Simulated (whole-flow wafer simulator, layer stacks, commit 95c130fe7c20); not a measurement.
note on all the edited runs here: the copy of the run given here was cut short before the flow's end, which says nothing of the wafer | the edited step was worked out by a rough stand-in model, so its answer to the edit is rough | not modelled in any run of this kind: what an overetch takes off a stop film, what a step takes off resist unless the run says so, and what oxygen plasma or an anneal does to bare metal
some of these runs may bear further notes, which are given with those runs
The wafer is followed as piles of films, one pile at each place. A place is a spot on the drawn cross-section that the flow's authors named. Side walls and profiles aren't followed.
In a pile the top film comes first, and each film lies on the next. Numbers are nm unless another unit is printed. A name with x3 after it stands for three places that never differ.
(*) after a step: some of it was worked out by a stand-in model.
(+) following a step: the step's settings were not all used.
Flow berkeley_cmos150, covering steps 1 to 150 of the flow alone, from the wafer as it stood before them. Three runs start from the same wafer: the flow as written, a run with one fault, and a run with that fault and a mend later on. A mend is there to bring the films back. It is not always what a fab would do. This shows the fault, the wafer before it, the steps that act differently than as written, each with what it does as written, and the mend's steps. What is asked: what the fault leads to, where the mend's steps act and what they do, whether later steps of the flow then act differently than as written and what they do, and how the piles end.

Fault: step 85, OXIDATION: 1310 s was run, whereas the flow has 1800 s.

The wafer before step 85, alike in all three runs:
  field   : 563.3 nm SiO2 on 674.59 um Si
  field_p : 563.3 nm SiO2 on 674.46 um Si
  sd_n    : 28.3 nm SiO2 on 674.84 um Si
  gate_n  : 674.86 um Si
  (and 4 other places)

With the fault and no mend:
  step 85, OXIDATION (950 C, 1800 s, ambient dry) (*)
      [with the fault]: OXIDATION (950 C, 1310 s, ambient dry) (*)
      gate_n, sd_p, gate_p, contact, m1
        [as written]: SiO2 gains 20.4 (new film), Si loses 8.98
        [with the fault]: SiO2 gains 16.8 (new film), Si loses 7.4
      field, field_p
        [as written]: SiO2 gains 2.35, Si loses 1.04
        [with the fault]: SiO2 gains 1.71, Si loses 0.75
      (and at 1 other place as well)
  Later steps of the flow acting differently than as written (21 more steps, not shown, differ only slightly: by at most 2% or 0.5 nm, whichever is larger):
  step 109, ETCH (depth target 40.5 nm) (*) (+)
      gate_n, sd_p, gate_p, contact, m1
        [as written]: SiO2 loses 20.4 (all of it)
        [with the fault]: SiO2 loses 16.8 (all of it)
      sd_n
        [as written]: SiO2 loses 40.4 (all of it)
        [with the fault]: SiO2 loses 37.6 (all of it)
  When the end is reached, the piles differ only a little from the flow's at the places that both follow, at most by 2% or 0.5 nm, whichever is larger.

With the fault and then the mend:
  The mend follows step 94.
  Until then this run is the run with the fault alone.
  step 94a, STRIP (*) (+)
      field_p
        KrF resist loses 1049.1 (all of it)
      sd_p
        KrF resist loses 1274.3 (all of it)
      gate_p
        KrF resist loses 1249 (all of it)
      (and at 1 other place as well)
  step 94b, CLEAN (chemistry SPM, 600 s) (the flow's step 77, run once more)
      does not change any film at any place that is followed
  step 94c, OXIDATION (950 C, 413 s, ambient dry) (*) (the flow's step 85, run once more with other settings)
      gate_n, sd_p, gate_p, contact, m1
        SiO2 gains 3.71, Si loses 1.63
      field, field_p
        SiO2 gains 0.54, Si loses 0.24
      sd_n
        SiO2 gains 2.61, Si loses 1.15
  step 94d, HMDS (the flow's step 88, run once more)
      does not change any film at any place that is followed
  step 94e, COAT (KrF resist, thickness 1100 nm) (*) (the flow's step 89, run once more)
      field
        KrF resist gains 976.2 (new film)
      field_p
        KrF resist gains 1087.8 (new film)
      sd_n
        KrF resist gains 1243.1 (new film)
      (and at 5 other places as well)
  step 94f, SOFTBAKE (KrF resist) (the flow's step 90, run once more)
      does not change any film at any place that is followed
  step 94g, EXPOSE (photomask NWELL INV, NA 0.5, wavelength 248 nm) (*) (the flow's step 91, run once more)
      does not change any film at any place that is followed
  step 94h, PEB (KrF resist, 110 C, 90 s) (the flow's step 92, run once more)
      field
        KrF resist loses 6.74
      field_p
        KrF resist loses 7.53
      sd_n
        KrF resist loses 8.63
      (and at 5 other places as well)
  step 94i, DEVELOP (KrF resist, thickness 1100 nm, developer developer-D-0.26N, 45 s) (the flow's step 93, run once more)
      field_p, sd_p, gate_p, m1
        KrF resist loses 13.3
      field
        KrF resist loses 969.5 (all of it)
      sd_n
        KrF resist loses 1234.4 (all of it)
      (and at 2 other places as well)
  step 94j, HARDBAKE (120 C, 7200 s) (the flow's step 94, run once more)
      field_p
        KrF resist loses 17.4
      sd_p
        KrF resist loses 21.4
      gate_p
        KrF resist loses 20.9
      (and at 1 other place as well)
  None of the later steps of the flow differs from how it acts as written, at any place that is followed, by more than 2% or 0.5 nm, whichever is larger.
  When the end is reached, the piles differ only a little from the flow's at the places that both follow, at most by 2% or 0.5 nm, whichever is larger.
